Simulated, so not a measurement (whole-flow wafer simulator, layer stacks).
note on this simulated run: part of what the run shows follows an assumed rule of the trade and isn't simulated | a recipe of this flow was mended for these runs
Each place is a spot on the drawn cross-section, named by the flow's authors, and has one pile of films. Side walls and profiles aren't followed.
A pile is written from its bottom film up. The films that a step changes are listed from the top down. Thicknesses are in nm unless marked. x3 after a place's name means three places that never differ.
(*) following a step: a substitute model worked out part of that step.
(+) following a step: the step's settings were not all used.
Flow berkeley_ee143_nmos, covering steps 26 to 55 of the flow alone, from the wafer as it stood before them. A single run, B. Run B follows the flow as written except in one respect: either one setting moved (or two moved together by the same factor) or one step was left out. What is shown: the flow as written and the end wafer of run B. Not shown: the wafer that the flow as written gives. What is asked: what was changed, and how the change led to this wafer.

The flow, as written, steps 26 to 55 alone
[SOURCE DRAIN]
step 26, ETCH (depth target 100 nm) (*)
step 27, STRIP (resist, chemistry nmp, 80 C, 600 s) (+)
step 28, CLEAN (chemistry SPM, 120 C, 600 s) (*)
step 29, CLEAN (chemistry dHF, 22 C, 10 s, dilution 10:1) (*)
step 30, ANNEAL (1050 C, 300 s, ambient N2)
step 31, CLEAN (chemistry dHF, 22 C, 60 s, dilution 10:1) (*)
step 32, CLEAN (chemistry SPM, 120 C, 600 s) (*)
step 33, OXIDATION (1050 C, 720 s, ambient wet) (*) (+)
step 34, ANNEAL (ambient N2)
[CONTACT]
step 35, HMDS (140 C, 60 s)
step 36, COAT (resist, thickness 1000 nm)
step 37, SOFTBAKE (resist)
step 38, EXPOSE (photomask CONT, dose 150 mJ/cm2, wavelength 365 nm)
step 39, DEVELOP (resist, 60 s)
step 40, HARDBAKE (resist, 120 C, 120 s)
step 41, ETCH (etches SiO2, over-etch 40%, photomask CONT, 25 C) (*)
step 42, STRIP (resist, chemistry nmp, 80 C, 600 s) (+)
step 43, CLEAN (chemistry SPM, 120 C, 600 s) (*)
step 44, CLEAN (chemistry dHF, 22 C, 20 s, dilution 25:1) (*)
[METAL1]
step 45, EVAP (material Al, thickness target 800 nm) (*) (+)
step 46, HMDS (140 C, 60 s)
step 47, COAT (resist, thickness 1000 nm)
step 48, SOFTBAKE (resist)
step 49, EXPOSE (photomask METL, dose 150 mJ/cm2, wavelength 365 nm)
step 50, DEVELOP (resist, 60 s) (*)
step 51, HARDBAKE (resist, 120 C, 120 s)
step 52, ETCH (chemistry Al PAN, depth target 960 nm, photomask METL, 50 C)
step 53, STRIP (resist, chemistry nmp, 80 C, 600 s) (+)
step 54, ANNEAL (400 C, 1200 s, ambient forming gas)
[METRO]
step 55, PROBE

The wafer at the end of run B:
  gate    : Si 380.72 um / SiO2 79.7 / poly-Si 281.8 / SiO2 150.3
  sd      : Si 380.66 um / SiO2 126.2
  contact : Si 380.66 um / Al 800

What caused this: step 33, OXIDATION: 432 s was run, whereas the flow has 720 s.

How this came from the change, step by step:
  step 33, OXIDATION (1050 C, 720 s, ambient wet) (*) (+)
      sd, contact: SiO2 gains 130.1 (new film), chemical SiO2 loses 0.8 (all of it), Si loses 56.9 (in the flow as written it would be: SiO2 gains 189.4 (new film), chemical SiO2 loses 0.8 (all of it), Si loses 83)
      gate: SiO2 gains 154.1 (new film), chemical SiO2 loses 0.8 (all of it), poly-Si loses 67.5 (in the flow as written it would be: SiO2 gains 217.6 (new film), chemical SiO2 loses 0.8 (all of it), poly-Si loses 95.4)
      (also at 1 further place)
  step 41, ETCH (etches SiO2, over-etch 40%, photomask CONT, 25 C) (*)
      contact: SiO2 loses 130.1 (all of it) (in the flow as written it would be: SiO2 loses 189.4 (all of it))
  step 47, COAT (resist, thickness 1000 nm)
      contact: resist gains 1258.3 (new film) (in the flow as written it would be: resist gains 1301 (new film))
  step 51, HARDBAKE (resist, 120 C, 120 s)
      contact: resist loses 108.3 (in the flow as written it would be: resist loses 112.2)
  step 53, STRIP (resist, chemistry nmp, 80 C, 600 s) (+)
      contact: resist loses 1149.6 (all of it) (in the flow as written it would be: resist loses 1188.4 (all of it))
